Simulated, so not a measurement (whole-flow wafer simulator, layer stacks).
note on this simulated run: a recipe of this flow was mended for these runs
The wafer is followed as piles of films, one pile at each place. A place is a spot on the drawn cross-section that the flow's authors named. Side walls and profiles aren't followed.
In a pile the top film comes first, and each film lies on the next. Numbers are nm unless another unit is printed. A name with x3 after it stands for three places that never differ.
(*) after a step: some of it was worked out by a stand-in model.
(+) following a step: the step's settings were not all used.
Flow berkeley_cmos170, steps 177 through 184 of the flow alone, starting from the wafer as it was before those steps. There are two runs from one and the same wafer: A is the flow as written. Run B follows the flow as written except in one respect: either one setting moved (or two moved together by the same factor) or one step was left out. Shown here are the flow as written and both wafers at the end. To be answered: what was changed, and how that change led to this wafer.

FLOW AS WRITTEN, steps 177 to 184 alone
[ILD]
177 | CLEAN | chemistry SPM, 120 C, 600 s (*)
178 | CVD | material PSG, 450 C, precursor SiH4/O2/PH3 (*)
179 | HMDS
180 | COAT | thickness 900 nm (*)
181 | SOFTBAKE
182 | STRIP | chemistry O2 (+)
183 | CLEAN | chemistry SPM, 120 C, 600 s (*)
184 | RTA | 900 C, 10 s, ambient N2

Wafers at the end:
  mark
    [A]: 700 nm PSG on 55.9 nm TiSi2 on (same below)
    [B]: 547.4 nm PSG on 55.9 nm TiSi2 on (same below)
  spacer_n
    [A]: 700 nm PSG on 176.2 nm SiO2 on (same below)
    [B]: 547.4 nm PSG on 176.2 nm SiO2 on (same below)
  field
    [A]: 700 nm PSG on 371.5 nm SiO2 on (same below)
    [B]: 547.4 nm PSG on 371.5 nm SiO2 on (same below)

The reason: step 178, CVD: 415 C was run, whereas the flow has 450 C.

The path from the change to this, step by step:
  178 | CVD | material PSG, 450 C, precursor SiH4/O2/PH3 (*)
      field, mark, sd_n and 10 more: A PSG gains 700 (new film) | B PSG gains 547.4 (new film)
